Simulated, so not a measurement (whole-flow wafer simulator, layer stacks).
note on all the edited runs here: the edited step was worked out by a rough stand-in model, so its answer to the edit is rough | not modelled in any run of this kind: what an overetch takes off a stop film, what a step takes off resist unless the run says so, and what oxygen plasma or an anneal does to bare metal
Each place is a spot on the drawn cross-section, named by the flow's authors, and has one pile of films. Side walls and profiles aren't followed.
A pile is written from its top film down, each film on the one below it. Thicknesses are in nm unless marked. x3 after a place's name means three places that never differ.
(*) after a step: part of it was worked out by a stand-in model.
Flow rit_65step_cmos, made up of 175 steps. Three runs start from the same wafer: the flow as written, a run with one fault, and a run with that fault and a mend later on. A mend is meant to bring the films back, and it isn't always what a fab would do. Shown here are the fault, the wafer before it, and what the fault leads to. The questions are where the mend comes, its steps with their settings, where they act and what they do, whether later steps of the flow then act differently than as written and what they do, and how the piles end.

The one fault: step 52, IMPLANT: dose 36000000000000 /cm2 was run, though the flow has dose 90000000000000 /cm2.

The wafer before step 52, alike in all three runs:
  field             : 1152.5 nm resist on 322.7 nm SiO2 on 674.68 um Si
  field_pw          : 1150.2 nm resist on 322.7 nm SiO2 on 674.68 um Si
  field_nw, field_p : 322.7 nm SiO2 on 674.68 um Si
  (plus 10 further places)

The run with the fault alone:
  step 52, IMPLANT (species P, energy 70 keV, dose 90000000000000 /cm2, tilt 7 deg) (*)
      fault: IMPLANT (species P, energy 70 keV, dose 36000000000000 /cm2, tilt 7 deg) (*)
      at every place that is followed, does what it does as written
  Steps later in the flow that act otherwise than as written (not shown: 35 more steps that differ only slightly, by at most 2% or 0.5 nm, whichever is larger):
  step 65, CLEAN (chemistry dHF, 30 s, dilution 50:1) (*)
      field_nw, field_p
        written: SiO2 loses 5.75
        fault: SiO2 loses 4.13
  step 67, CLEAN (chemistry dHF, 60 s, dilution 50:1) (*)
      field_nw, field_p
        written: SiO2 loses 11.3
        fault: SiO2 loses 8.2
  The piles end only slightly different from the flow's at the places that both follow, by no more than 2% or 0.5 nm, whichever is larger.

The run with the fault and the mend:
  The mend stands after step 52.
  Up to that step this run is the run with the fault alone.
  step 52a, IMPLANT (species P, energy 70 keV, dose 54000000000000 /cm2, tilt 7 deg) (*) (a further turn of the flow's step 52, with different settings)
      does not change any film at any place that is followed
  None of the later steps of the flow acts differently than as written at any place that is followed.
  By the end, the piles equal the flow's at every place that both follow.
